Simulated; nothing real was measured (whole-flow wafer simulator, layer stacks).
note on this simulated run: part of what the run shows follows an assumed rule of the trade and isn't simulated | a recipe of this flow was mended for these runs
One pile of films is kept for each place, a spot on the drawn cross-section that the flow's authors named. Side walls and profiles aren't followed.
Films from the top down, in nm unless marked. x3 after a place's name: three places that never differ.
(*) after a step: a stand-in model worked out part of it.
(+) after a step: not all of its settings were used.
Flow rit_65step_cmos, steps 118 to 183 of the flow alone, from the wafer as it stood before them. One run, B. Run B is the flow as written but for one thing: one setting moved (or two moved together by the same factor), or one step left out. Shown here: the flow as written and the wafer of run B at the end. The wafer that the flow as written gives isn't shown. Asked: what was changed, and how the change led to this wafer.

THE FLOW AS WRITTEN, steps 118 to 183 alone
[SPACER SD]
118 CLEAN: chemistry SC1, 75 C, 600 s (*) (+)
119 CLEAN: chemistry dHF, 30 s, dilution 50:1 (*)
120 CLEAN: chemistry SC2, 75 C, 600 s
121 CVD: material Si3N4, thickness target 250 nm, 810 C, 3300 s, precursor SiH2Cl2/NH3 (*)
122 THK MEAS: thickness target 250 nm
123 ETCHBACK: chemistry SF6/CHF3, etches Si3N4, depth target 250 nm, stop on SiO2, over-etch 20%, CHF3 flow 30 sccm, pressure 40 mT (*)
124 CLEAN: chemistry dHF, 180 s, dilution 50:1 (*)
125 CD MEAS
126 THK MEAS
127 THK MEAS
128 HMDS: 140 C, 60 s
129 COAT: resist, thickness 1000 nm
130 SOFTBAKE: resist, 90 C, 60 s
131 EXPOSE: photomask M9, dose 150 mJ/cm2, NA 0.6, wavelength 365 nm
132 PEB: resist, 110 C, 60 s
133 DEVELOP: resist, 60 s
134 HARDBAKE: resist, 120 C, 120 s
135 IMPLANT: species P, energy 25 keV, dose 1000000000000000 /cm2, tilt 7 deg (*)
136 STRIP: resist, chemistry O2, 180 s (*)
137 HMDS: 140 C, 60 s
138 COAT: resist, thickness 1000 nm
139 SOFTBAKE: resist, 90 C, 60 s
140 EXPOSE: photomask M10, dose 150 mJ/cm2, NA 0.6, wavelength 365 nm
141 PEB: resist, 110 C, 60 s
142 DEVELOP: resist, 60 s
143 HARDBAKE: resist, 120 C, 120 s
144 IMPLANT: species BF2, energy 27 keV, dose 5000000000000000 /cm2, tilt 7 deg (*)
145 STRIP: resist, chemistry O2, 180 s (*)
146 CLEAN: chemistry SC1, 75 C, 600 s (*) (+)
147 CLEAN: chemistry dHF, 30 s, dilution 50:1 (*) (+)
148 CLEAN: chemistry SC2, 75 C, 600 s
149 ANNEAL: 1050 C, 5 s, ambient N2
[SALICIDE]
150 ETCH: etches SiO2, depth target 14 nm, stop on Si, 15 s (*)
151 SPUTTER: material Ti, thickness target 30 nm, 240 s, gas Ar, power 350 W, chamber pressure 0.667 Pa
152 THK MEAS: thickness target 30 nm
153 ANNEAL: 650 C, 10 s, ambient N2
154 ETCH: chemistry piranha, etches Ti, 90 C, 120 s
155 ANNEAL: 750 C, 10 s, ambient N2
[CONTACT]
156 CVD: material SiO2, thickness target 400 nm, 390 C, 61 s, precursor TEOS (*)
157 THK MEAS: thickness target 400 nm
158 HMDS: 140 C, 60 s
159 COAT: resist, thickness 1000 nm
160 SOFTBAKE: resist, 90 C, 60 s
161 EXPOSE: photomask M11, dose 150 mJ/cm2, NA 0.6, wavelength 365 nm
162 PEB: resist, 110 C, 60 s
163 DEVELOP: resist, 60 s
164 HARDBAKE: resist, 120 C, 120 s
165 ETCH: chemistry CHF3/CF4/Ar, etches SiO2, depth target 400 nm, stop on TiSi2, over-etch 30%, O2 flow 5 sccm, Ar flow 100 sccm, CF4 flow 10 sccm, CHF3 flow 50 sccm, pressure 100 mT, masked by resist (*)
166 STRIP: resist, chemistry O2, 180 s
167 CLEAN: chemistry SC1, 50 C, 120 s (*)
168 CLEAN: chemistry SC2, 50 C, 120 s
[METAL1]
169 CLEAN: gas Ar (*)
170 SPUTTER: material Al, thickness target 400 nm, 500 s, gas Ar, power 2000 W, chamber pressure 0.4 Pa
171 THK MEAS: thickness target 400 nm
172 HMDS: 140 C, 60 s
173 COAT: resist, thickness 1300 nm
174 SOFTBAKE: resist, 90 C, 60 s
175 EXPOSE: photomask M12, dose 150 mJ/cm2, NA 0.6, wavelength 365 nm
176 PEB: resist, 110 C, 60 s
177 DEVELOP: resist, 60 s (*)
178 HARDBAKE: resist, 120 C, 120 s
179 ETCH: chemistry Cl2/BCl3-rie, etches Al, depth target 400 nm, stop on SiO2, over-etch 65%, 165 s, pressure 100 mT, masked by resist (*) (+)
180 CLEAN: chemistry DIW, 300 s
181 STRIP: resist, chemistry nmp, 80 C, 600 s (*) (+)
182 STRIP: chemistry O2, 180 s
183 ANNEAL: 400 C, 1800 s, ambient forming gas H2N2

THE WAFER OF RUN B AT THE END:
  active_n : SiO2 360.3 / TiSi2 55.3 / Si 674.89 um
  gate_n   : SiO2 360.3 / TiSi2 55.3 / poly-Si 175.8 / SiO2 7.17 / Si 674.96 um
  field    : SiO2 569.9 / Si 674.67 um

The cause: step 150, ETCH: etches SiO2, depth target 14 nm, stop on Si, 15 s (*), was left out.

How the change led to this, step by step:
  153 ANNEAL: 650 C, 10 s, ambient N2
      active_n, active_p, sd_n, sd_p, contact, m1: Ti -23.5, TiSi first +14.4 (new film), TiSi2 C49 +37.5 (new film), chemical SiO2 -0.4 (all of it), Si -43 (as written it would be: Ti -23.4, TiSi first +15 (new film), TiSi2 C49 +37.2 (new film), Si -43.1)
      gate_n, gate_p: Ti -23.5, TiSi first +14.4 (new film), TiSi2 C49 +37.5 (new film), chemical SiO2 -0.4 (all of it), poly-Si -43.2 (as written it would be: Ti -23.4, TiSi first +15 (new film), TiSi2 C49 +37.2 (new film), poly-Si -43.3)
  155 ANNEAL: 750 C, 10 s, ambient N2
      active_n, active_p, sd_n, sd_p, contact, m1: TiSi2 +55.3 (new film), TiSi first -14.3 (all of it), TiSi2 C49 -37.5 (all of it), Si -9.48 (as written it would be: TiSi2 +55.9 (new film), TiSi first -14.9 (all of it), TiSi2 C49 -37.2 (all of it), Si -9.91)
      gate_n, gate_p: TiSi2 +55.3 (new film), TiSi first -14.3 (all of it), TiSi2 C49 -37.5 (all of it), poly-Si -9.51 (as written it would be: TiSi2 +55.9 (new film), TiSi first -14.9 (all of it), TiSi2 C49 -37.2 (all of it), poly-Si -9.95)
